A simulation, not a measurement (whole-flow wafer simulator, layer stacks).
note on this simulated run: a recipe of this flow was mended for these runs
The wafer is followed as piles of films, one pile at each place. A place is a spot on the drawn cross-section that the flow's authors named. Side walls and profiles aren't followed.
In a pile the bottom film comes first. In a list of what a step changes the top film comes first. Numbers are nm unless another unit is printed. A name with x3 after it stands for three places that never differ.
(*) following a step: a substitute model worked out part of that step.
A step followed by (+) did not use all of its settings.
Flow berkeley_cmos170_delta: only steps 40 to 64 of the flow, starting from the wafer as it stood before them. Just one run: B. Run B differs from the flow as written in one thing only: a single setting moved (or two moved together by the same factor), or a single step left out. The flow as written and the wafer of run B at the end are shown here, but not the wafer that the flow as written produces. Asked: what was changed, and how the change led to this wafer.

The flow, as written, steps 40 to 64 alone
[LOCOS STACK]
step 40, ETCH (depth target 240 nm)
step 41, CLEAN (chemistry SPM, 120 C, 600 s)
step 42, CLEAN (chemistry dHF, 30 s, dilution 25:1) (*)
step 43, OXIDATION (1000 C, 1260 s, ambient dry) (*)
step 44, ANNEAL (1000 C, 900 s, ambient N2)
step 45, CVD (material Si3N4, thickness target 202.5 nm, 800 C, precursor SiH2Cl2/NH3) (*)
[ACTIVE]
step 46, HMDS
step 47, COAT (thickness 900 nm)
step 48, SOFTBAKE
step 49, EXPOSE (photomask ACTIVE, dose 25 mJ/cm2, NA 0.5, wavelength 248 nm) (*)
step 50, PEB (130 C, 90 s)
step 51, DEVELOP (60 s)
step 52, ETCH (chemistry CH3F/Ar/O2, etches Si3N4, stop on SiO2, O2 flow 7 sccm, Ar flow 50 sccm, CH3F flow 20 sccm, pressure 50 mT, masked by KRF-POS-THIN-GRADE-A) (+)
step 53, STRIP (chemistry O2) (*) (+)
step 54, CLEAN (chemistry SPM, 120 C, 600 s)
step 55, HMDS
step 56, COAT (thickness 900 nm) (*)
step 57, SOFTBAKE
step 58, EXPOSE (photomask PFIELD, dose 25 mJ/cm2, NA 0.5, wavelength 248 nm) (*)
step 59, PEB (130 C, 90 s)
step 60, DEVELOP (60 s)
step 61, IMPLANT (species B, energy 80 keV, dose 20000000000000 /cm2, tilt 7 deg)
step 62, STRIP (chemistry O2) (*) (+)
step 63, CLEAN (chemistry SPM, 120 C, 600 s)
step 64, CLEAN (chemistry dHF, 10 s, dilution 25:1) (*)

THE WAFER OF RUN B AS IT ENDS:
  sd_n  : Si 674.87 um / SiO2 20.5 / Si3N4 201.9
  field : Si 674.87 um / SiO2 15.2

What caused this: step 43, OXIDATION: 973 C was run, while the flow as written has 1000 C.

The path from the change to this, step by step:
  step 43, OXIDATION (1000 C, 1260 s, ambient dry) (*)
      field, sd_n, spacer_n and 6 more: SiO2 gains 20.5 (new film), Si loses 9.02 (it would be, as written: SiO2 gains 26.6 (new film), Si loses 11.7)
